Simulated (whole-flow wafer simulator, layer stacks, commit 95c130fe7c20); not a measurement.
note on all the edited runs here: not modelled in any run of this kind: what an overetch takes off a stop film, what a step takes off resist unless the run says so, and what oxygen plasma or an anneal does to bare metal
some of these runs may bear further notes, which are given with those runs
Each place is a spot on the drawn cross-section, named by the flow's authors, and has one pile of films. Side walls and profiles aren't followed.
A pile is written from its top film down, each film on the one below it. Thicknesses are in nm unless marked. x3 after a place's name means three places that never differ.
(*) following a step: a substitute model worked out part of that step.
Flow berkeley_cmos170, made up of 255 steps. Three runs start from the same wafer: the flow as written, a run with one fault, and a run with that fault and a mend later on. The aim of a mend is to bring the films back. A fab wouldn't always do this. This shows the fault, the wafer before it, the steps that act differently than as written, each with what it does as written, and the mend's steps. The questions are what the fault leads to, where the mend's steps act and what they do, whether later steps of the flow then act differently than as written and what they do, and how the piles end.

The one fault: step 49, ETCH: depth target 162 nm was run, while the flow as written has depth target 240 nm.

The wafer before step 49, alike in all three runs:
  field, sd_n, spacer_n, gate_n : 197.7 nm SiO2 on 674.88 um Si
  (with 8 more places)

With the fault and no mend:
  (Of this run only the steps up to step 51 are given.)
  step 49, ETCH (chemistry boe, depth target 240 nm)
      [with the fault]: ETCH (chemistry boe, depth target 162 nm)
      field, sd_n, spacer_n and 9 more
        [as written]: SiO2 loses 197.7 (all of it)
        [with the fault]: SiO2 loses 162
  Steps further on in the flow that do not act as written:
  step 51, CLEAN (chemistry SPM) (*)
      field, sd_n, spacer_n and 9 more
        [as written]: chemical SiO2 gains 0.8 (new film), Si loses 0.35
        [with the fault]: nothing
  The piles after step 51 differ from the flow's at field, sd_n, spacer_n and 9 more by more than 2% or 0.5 nm, whichever is larger.
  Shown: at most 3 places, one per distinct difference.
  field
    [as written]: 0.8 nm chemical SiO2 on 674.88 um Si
    [with the fault]: 35.6 nm SiO2 on 674.88 um Si

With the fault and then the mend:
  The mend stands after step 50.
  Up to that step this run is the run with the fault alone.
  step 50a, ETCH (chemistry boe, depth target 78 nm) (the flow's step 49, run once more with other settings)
      field, sd_n, spacer_n and 9 more
        SiO2 loses 35.6 (all of it)
  Later steps of the flow that are run all act as written at every place that is followed.
  The piles end the same as the flow's at every place that both follow.
